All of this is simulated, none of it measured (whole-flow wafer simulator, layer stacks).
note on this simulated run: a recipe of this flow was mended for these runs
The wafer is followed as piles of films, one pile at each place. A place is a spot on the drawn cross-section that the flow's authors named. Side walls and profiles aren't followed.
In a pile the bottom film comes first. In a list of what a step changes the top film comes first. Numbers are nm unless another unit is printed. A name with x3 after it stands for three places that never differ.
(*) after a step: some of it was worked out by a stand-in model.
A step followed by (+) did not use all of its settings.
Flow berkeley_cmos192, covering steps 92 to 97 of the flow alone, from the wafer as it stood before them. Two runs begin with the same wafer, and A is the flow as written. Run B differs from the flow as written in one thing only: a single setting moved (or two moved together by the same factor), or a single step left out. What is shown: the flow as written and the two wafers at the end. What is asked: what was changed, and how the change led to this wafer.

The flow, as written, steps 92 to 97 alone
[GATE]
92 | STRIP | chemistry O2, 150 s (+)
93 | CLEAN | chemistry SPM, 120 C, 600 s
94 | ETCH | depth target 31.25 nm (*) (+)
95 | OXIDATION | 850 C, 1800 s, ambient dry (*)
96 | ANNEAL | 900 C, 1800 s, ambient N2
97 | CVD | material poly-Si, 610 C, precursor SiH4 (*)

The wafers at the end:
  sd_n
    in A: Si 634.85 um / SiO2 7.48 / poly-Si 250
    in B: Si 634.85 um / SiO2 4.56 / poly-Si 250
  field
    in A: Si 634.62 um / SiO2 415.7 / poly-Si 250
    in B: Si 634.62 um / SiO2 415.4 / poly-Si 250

What caused this: step 95, OXIDATION: 720 s was run, though the flow has 1800 s.

The path from the change to this, step by step:
  95 | OXIDATION | 850 C, 1800 s, ambient dry (*)
      sd_n, spacer_n, gate, sd_p, spacer_p x2, contact, m1: A +7.48 SiO2 (new film), -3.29 Si | B +4.56 SiO2 (new film), -2.01 Si
